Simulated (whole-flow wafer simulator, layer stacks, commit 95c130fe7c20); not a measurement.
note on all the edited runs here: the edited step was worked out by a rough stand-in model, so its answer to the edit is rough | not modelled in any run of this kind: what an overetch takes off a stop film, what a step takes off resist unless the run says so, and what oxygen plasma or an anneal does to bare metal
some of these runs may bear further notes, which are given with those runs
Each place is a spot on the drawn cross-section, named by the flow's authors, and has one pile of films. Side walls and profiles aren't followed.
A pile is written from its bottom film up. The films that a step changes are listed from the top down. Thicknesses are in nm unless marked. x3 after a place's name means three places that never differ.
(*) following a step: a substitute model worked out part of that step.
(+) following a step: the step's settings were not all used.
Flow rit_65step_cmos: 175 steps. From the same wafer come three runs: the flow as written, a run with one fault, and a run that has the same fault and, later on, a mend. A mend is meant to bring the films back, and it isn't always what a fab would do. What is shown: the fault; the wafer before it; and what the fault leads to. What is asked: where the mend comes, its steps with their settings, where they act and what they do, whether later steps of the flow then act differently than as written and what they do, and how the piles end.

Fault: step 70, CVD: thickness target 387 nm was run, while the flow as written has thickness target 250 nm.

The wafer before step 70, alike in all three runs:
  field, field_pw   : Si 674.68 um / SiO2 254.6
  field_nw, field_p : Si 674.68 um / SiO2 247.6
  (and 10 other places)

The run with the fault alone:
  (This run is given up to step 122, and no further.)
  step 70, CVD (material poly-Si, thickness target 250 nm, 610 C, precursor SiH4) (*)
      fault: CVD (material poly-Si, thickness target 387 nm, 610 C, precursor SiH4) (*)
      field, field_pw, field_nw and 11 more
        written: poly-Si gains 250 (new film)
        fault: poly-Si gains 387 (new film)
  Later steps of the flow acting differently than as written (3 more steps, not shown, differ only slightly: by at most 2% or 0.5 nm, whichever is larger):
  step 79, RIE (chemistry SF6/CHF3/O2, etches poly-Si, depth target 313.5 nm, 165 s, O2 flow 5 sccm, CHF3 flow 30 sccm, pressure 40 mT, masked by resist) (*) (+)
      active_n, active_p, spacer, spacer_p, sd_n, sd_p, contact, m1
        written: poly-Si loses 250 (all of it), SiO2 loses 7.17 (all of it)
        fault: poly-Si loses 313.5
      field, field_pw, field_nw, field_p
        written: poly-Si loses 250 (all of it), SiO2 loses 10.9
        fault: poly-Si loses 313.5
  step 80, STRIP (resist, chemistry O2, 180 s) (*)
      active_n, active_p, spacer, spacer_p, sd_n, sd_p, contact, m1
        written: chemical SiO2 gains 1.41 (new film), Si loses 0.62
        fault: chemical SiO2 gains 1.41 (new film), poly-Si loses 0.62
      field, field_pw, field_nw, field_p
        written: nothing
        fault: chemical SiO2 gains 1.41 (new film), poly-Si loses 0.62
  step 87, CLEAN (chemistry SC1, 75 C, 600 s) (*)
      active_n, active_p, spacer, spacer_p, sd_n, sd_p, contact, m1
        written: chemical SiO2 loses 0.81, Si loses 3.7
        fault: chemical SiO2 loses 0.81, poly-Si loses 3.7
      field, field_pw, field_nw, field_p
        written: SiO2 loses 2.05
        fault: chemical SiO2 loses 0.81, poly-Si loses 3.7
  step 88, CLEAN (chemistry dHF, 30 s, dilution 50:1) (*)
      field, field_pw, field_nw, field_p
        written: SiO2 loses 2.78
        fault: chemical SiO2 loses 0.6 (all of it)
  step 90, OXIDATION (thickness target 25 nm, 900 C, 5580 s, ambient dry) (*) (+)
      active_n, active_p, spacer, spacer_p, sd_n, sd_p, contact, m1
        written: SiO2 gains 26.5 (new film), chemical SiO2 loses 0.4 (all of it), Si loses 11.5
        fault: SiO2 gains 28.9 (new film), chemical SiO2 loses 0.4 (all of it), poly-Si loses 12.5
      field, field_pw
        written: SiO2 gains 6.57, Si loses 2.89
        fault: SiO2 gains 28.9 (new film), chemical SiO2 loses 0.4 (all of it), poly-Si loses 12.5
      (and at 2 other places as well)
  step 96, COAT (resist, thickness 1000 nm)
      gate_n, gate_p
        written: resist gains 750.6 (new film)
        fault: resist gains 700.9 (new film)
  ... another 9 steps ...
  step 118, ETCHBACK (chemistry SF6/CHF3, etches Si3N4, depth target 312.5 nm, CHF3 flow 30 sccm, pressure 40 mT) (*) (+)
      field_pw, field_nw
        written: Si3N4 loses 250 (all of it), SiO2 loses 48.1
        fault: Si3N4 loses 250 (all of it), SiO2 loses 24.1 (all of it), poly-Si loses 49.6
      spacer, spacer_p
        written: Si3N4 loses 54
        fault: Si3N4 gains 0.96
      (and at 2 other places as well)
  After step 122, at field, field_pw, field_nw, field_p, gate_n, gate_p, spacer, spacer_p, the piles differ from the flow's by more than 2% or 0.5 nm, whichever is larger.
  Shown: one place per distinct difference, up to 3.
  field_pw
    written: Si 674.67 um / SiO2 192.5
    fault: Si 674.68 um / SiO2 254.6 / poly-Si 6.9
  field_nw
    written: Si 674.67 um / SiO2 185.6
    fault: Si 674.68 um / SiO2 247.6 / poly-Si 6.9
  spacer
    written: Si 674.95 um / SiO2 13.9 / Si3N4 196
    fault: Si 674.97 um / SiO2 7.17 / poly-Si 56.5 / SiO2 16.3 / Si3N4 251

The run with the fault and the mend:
  The mend stands after step 71.
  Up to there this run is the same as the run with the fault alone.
  step 71a, ETCH (chemistry tmah, depth target 445.1 nm)
      field, field_pw, field_nw and 11 more
        poly-Si loses 387 (all of it)
  step 71b, CLEAN (chemistry SC2, 75 C, 600 s) (a further turn of the flow's step 66)
      alters no film at any place that is followed
  step 71c, CVD (material poly-Si, thickness target 250 nm, 610 C, precursor SiH4) (*) (a further turn of the flow's step 70)
      field, field_pw, field_nw and 11 more
        poly-Si gains 250 (new film)
  None of the later steps of the flow acts differently than as written at any place that is followed.
  By the end, the piles equal the flow's at every place that both follow.
